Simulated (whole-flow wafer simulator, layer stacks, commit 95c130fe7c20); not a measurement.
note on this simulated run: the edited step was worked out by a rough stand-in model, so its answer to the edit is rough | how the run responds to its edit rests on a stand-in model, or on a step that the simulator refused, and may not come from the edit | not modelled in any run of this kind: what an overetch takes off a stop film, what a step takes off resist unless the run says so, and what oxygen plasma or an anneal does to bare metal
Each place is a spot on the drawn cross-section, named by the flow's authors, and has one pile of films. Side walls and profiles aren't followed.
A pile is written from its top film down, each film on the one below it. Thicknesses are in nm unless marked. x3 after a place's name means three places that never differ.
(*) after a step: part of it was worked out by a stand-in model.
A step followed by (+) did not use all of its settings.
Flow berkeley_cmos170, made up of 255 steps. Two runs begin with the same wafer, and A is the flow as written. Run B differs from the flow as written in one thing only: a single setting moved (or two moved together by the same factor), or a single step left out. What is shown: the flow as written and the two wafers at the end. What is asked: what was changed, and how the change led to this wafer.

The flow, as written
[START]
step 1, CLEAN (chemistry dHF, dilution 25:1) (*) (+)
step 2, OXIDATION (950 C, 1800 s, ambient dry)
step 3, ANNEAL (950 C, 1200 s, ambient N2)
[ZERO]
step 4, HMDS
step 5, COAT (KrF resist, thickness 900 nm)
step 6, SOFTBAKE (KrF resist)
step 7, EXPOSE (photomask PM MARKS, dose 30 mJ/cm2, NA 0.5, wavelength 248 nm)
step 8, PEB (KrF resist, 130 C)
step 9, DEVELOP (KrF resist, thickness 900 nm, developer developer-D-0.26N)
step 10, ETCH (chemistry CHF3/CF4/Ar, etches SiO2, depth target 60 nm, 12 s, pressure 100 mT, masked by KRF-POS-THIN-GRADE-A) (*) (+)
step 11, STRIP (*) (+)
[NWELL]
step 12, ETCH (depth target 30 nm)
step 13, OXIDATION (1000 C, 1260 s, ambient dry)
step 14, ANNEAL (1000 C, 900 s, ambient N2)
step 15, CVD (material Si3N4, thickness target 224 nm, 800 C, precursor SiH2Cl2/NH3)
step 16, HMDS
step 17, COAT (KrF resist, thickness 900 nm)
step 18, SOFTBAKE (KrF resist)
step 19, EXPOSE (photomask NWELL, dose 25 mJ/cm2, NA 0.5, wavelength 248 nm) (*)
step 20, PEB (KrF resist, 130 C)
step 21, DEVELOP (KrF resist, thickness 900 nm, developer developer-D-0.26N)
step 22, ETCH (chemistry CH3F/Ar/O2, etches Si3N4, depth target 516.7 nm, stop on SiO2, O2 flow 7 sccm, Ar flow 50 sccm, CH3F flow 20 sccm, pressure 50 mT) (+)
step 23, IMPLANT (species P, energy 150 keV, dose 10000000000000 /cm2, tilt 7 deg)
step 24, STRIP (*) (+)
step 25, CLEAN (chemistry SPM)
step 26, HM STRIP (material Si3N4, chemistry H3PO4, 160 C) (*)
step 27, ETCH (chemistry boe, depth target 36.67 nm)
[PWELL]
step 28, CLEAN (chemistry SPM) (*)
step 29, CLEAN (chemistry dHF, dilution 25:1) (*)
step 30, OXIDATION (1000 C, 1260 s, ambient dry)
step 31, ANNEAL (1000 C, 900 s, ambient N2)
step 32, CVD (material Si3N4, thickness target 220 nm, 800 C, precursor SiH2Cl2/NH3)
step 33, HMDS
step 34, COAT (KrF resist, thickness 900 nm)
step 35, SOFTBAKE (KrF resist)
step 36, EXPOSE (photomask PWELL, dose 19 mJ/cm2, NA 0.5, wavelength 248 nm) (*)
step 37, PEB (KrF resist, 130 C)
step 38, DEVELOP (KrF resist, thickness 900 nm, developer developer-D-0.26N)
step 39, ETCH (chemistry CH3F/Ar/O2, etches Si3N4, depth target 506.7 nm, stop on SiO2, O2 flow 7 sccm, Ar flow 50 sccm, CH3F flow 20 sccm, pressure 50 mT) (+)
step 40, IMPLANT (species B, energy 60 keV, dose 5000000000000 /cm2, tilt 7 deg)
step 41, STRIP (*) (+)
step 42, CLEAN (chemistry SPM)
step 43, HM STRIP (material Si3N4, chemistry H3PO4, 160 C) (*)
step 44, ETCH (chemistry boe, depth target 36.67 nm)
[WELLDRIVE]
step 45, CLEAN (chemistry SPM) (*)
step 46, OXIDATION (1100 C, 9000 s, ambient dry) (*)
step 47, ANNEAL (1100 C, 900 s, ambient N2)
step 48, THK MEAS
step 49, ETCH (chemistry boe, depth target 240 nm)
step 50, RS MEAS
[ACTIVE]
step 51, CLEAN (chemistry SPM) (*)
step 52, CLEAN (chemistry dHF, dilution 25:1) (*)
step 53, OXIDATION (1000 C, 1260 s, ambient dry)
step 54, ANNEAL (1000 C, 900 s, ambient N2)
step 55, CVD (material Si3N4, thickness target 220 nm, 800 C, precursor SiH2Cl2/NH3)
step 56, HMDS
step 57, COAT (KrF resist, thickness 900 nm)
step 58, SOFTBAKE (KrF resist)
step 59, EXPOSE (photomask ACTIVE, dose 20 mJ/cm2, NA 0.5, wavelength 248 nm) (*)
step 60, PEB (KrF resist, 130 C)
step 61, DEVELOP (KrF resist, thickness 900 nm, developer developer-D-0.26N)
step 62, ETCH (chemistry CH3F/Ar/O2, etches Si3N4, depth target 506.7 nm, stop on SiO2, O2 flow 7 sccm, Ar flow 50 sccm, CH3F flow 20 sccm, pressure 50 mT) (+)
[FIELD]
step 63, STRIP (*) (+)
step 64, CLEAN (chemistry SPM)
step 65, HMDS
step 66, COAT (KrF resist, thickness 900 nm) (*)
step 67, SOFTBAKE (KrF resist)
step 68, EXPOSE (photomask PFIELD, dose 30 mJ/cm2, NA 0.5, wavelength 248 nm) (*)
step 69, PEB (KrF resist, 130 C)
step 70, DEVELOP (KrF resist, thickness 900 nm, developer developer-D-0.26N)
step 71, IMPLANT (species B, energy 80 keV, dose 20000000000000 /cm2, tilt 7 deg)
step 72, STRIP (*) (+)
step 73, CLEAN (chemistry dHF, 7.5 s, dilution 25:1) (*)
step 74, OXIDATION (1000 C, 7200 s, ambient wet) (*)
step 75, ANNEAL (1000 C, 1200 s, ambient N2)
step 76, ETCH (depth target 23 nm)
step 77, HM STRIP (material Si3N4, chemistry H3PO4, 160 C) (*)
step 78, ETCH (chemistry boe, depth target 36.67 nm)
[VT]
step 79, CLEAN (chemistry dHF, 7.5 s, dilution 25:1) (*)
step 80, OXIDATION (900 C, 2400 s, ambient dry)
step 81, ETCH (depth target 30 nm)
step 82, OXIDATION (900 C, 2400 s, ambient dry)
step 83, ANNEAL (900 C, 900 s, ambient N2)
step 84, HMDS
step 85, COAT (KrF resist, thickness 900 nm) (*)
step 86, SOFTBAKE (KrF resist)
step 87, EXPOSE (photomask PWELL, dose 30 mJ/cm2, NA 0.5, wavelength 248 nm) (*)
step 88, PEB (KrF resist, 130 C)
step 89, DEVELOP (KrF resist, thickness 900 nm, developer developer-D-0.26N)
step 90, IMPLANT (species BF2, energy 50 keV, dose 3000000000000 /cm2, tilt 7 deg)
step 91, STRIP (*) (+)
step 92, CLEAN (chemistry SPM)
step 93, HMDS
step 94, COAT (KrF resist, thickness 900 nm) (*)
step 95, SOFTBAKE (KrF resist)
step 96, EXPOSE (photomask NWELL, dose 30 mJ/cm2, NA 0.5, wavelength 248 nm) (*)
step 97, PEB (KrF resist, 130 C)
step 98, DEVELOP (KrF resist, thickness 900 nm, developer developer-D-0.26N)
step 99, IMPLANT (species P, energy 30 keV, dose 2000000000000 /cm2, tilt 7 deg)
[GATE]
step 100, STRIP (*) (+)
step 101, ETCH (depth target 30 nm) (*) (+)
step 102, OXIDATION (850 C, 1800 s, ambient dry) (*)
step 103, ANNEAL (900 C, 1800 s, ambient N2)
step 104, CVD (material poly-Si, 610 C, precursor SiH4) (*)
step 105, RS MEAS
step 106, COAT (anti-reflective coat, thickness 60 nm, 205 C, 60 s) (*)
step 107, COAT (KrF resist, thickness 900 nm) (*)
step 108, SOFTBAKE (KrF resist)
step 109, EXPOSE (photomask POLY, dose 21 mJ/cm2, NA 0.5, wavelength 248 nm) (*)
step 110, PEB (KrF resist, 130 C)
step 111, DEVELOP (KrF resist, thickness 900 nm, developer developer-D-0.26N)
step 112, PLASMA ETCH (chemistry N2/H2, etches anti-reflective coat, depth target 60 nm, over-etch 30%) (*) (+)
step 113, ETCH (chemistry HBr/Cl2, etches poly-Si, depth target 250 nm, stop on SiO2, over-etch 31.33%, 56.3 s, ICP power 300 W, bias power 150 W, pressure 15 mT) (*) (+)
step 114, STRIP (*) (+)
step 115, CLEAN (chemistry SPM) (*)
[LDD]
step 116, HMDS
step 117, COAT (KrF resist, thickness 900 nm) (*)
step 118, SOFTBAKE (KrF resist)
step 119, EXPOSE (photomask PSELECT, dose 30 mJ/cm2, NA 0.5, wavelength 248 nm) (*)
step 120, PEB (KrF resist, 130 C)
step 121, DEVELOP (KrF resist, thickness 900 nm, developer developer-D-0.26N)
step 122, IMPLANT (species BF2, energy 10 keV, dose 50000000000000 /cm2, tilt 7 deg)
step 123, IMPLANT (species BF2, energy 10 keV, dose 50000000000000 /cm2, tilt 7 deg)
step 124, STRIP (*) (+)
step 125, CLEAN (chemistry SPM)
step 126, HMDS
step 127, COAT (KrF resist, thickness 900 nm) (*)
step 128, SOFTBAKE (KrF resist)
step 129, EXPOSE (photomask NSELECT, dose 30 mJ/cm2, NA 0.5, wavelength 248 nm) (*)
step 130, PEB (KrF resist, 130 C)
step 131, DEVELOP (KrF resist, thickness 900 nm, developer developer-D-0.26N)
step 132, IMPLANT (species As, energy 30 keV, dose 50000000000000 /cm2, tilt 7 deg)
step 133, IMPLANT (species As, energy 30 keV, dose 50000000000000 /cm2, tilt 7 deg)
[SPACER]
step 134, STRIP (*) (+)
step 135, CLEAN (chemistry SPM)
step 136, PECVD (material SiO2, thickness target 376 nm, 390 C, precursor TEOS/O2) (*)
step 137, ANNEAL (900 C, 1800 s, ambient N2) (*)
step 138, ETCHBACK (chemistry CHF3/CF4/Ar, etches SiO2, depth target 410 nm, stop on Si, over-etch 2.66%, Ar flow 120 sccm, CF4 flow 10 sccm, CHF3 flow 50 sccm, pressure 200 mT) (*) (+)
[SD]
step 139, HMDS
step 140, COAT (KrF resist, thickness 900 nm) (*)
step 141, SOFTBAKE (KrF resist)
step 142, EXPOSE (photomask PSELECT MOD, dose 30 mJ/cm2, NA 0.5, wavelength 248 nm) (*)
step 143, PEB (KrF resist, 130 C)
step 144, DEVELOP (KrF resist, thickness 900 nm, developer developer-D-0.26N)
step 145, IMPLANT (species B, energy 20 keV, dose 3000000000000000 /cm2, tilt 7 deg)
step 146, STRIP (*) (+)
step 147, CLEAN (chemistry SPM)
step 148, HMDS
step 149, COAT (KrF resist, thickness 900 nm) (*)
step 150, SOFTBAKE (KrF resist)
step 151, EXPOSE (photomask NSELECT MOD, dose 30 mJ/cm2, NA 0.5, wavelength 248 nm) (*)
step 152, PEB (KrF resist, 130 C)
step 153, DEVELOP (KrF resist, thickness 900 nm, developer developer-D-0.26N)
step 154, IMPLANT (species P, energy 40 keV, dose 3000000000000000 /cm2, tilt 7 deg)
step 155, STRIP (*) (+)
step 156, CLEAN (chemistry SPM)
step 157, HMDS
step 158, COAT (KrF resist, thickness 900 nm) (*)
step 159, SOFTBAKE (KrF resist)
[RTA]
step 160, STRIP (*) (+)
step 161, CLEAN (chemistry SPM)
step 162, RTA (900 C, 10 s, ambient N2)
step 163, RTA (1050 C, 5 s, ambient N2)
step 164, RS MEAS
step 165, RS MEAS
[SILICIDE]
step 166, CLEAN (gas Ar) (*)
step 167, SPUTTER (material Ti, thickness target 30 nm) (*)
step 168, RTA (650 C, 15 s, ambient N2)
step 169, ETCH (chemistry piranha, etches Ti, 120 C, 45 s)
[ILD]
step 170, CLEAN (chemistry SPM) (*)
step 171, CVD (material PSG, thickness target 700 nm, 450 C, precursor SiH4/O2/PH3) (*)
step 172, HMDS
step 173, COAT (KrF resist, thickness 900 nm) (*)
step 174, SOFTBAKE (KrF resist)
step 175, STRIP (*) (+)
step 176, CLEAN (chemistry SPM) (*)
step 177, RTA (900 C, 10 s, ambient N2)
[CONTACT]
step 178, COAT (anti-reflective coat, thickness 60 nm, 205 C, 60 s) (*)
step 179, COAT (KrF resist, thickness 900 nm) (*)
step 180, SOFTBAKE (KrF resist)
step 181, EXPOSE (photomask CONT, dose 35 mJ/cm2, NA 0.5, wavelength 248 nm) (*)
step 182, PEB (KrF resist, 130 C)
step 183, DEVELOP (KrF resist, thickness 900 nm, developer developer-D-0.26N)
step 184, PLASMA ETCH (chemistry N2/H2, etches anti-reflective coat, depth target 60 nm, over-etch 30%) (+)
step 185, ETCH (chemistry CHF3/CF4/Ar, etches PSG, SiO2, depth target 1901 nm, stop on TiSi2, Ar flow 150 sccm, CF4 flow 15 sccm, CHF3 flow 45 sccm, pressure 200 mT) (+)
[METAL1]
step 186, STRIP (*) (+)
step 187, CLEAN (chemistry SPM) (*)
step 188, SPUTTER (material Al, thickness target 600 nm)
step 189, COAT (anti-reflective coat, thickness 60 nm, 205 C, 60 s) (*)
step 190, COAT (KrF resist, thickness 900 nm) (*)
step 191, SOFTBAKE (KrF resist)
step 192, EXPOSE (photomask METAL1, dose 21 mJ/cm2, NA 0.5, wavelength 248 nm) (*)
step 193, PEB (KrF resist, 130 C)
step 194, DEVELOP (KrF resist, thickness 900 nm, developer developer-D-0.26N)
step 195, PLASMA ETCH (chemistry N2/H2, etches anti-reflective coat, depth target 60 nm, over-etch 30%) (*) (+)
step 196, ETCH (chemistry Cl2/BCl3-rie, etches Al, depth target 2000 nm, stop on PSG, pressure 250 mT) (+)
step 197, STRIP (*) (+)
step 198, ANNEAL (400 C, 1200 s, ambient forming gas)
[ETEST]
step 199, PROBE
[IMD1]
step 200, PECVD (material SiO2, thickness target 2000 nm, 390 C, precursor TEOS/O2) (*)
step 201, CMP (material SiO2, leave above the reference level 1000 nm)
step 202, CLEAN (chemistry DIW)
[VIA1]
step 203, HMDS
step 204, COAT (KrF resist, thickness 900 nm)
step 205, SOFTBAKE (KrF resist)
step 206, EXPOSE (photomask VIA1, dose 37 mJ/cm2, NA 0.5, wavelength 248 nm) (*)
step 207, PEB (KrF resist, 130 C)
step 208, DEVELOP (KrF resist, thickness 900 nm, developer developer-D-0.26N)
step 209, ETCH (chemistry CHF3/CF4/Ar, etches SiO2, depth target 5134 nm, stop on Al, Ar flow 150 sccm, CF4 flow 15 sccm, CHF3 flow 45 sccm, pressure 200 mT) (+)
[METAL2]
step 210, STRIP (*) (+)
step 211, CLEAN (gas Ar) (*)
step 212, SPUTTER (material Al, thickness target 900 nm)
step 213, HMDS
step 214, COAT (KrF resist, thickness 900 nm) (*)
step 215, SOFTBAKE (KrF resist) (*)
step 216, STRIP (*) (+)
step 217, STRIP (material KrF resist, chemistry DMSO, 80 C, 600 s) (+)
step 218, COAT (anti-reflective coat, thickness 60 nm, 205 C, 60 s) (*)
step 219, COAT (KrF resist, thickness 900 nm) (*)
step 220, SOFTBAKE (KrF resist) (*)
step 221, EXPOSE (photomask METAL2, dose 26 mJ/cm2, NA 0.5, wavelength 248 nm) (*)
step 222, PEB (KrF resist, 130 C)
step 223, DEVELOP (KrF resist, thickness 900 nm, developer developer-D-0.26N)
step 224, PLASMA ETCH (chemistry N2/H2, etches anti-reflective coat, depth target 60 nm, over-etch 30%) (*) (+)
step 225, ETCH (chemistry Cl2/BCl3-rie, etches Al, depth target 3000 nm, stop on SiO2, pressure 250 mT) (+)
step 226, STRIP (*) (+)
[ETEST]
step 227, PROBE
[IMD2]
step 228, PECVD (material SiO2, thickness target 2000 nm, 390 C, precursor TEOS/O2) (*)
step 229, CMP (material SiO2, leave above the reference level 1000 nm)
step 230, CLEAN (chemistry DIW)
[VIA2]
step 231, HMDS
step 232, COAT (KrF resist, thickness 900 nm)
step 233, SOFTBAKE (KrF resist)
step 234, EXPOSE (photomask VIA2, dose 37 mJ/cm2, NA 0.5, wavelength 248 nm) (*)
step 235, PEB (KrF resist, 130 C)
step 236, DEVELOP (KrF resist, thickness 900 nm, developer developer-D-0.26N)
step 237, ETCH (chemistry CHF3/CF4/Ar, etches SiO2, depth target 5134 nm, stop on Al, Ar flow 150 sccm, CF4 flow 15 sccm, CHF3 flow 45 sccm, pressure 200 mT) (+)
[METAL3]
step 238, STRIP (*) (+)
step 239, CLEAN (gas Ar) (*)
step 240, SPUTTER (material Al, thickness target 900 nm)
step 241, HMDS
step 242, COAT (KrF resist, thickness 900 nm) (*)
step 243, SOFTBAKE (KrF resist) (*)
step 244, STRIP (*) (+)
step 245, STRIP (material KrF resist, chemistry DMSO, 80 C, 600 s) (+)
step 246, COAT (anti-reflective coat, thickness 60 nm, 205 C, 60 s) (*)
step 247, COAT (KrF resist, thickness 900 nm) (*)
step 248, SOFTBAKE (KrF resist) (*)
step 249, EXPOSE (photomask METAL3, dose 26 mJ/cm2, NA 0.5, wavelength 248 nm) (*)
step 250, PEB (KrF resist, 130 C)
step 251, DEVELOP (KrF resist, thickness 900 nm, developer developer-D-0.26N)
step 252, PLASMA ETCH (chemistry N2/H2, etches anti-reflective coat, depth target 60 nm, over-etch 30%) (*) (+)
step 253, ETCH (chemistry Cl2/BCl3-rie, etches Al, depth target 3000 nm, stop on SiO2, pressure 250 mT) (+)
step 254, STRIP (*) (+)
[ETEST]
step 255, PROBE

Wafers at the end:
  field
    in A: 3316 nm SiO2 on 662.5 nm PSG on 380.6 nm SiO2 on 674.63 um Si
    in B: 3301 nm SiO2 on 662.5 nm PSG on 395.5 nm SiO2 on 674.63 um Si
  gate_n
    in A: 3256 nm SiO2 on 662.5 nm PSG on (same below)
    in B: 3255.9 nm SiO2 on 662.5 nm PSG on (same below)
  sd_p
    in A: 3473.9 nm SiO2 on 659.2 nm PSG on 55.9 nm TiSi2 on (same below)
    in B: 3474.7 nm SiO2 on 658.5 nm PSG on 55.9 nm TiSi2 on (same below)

Cause: step 101, ETCH: depth target 15 nm was run, while the flow as written has depth target 30 nm.

How this came from the change, step by step:
  step 101, ETCH (depth target 30 nm) (*) (+)
      field: A SiO2 loses 30 | B SiO2 loses 15
  step 106, COAT (anti-reflective coat, thickness 60 nm, 205 C, 60 s) (*)
      field: A anti-reflective coat gains 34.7 (new film) | B anti-reflective coat gains 35.6 (new film)
      sd_n: A anti-reflective coat gains 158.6 (new film) | B anti-reflective coat gains 174 (new film)
      (as well as at 7 more places)
  step 112, PLASMA ETCH (chemistry N2/H2, etches anti-reflective coat, depth target 60 nm, over-etch 30%) (*) (+)
      field: A anti-reflective coat loses 34.7 (all of it), poly-Si loses 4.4 | B anti-reflective coat loses 35.6 (all of it), poly-Si loses 4.89
      sd_n: A anti-reflective coat loses 158.6 (all of it), poly-Si loses 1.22 | B anti-reflective coat loses 174 (all of it), poly-Si loses 1.34
      (as well as at 7 more places)
  step 114, STRIP (*) (+)
      gate_n: A chemical SiO2 gains 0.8 (new film), KrF resist loses 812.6 (all of it), anti-reflective coat loses 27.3 (all of it), poly-Si loses 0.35 | B chemical SiO2 gains 0.8 (new film), KrF resist loses 826.9 (all of it), anti-reflective coat loses 23.6 (all of it), poly-Si loses 0.35
      gate_p: A chemical SiO2 gains 0.8 (new film), KrF resist loses 782.1 (all of it), anti-reflective coat loses 29.6 (all of it), poly-Si loses 0.35 | B chemical SiO2 gains 0.8 (new film), KrF resist loses 789.9 (all of it), anti-reflective coat loses 27.7 (all of it), poly-Si loses 0.35
  step 178, COAT (anti-reflective coat, thickness 60 nm, 205 C, 60 s) (*)
      sd_n: A anti-reflective coat gains 135.1 (new film) | B anti-reflective coat gains 144.5 (new film)
      gate_n: A anti-reflective coat gains 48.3 (new film) | B anti-reflective coat gains 49.3 (new film)
      (as well as at 1 more place)
  step 186, STRIP (*) (+)
      sd_n: A KrF resist loses 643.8 (all of it), anti-reflective coat loses 135.1 (all of it) | B KrF resist loses 642.4 (all of it), anti-reflective coat loses 144.5 (all of it)
      gate_n: A KrF resist loses 553.1 (all of it), anti-reflective coat loses 48.3 (all of it) | B KrF resist loses 560.1 (all of it), anti-reflective coat loses 49.3 (all of it)
      (as well as at 1 more place)
  step 189, COAT (anti-reflective coat, thickness 60 nm, 205 C, 60 s) (*)
      gate_n: A anti-reflective coat gains 48 (new film) | B anti-reflective coat gains 49 (new film)
      sd_p: A anti-reflective coat gains 86.5 (new film) | B anti-reflective coat gains 88.7 (new film)
      (as well as at 1 more place)
  step 195, PLASMA ETCH (chemistry N2/H2, etches anti-reflective coat, depth target 60 nm, over-etch 30%) (*) (+)
      contact, m1, via1, m2, via2: A KrF resist loses 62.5 | B KrF resist loses 64
      gate_n: A anti-reflective coat loses 48 (all of it) | B anti-reflective coat loses 49 (all of it)
      (as well as at 1 more place)
  step 197, STRIP (*) (+)
      m2: A KrF resist loses 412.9 (all of it), anti-reflective coat loses 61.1 (all of it) | B KrF resist loses 417.4 (all of it), anti-reflective coat loses 59 (all of it)
  step 201, CMP (material SiO2, leave above the reference level 1000 nm)
      field: A SiO2 loses 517 | B SiO2 loses 532
